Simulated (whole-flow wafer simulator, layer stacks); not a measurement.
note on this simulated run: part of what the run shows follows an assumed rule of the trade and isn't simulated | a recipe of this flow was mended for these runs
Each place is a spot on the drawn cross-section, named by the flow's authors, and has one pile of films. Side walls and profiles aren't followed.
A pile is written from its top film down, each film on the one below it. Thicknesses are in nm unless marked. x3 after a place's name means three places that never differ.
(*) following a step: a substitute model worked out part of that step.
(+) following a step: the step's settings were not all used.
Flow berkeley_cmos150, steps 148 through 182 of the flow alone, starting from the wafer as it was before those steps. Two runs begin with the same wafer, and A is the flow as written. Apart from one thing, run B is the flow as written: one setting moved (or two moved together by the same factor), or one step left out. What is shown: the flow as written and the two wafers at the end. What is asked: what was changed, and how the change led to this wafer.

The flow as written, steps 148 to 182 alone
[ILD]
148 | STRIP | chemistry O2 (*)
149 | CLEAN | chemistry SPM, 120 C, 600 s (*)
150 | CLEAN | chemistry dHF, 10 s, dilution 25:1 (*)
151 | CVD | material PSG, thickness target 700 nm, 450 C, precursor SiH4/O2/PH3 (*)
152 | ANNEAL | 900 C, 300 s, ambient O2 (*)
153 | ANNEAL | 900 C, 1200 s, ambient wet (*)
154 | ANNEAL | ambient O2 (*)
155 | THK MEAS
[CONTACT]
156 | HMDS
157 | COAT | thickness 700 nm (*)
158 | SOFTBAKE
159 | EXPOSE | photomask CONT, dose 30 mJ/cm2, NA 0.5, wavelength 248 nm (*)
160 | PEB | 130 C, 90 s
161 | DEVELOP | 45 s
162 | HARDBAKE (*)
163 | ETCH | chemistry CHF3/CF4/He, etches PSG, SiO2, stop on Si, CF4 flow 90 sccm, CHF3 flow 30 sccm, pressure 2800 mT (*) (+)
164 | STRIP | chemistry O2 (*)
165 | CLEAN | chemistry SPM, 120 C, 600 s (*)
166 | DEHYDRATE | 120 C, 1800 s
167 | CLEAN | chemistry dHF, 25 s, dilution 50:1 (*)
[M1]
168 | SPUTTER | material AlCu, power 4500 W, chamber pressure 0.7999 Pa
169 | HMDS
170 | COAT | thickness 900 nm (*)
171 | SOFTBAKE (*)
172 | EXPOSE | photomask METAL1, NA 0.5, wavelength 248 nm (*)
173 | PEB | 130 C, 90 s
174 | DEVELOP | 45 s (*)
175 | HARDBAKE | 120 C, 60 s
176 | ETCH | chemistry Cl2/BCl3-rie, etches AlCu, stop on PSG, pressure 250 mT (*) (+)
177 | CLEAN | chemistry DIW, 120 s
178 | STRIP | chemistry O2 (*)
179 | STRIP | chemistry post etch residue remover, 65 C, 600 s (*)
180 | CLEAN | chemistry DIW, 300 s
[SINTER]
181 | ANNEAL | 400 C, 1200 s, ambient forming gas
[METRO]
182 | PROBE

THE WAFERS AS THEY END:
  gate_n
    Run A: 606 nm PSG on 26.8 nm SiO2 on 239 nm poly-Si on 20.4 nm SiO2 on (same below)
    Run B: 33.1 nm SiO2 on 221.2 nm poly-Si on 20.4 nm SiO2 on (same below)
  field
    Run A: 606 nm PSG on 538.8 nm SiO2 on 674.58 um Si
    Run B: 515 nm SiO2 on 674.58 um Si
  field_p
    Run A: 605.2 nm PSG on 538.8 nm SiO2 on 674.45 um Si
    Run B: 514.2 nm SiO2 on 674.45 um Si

The reason: step 151, CVD: material PSG, thickness target 700 nm, 450 C, precursor SiH4/O2/PH3 (*), was not run.

The path from the change to this, step by step:
  153 | ANNEAL | 900 C, 1200 s, ambient wet (*)
      sd_n, contact, m1: A PSG loses 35, SiO2 gains 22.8, Si loses 10 | B SiO2 gains 47.2, Si loses 20.8
      field, field_p: A PSG loses 35, SiO2 gains 16.3, Si loses 7.15 | B SiO2 gains 26, Si loses 11.4
      (as well as at 3 more places)
  157 | COAT | thickness 700 nm (*)
      field_p: A KrF-resist gains 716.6 (new film) | B KrF-resist gains 700.1 (new film)
      sd_n: A KrF-resist gains 855.5 (new film) | B KrF-resist gains 834.8 (new film)
      (as well as at 3 more places)
  163 | ETCH | chemistry CHF3/CF4/He, etches PSG, SiO2, stop on Si, CF4 flow 90 sccm, CHF3 flow 30 sccm, pressure 2800 mT (*) (+)
      contact: A PSG loses 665 (all of it), SiO2 loses 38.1 (all of it), Si loses 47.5 | B SiO2 loses 62.5 (all of it), Si loses 47.5
      field, field_p, sd_n, gate_n, sd_p, gate_p, m1: A KrF-resist loses 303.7 | B KrF-resist loses 74.9
  164 | STRIP | chemistry O2 (*)
      field: A KrF-resist loses 294.5 (all of it) | B KrF-resist loses 511.5 (all of it)
      field_p: A KrF-resist loses 397.1 (all of it) | B KrF-resist loses 609.4 (all of it)
      (as well as at 5 more places)
  167 | CLEAN | chemistry dHF, 25 s, dilution 50:1 (*)
      field, field_p, sd_n, sd_p, m1: A PSG loses 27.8 | B SiO2 loses 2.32
      gate_n, gate_p: A PSG loses 27.8 | B SiO2 loses 3.01
  168 | SPUTTER | material AlCu, power 4500 W, chamber pressure 0.7999 Pa
      sd_p: A AlCu gains 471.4 (new film) | B AlCu gains 502.2 (new film)
      contact: A AlCu gains 443.6 (new film) | B AlCu gains 614.5 (new film)
  170 | COAT | thickness 900 nm (*)
      field: A thick-KrF-resist gains 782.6 (new film) | B thick-KrF-resist gains 803.4 (new film)
      field_p: A thick-KrF-resist gains 942.7 (new film) | B thick-KrF-resist gains 913.7 (new film)
      (as well as at 6 more places)
  173 | PEB | 130 C, 90 s
      contact: A thick-KrF-resist loses 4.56 | B thick-KrF-resist loses 2.68
  174 | DEVELOP | 45 s (*)
      field: A thick-KrF-resist loses 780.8 (all of it), AlCu loses 10 | B thick-KrF-resist loses 801.5 (all of it), AlCu loses 10
      field_p: A thick-KrF-resist loses 940.5 (all of it), AlCu loses 10 | B thick-KrF-resist loses 911.5 (all of it), AlCu loses 10
      (as well as at 4 more places)
  175 | HARDBAKE | 120 C, 60 s
      contact: A thick-KrF-resist loses 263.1 | B thick-KrF-resist loses 168.2
      m1: A thick-KrF-resist loses 148.2 | B thick-KrF-resist loses 156.3
  176 | ETCH | chemistry Cl2/BCl3-rie, etches AlCu, stop on PSG, pressure 250 mT (*) (+)
      field, sd_n: A AlCu loses 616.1 (all of it), PSG loses 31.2 | B AlCu loses 616.1 (all of it), SiO2 loses 31.2
      gate_n, gate_p: A AlCu loses 616.1 (all of it), PSG loses 31.2 | B AlCu loses 616.1 (all of it), SiO2 loses 31.3
      (as well as at 2 more places)
  178 | STRIP | chemistry O2 (*)
      contact: A thick-KrF-resist loses 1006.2 (all of it) | B thick-KrF-resist loses 483.6 (all of it)
      m1: A thick-KrF-resist loses 373.8 (all of it) | B thick-KrF-resist loses 418.4 (all of it)
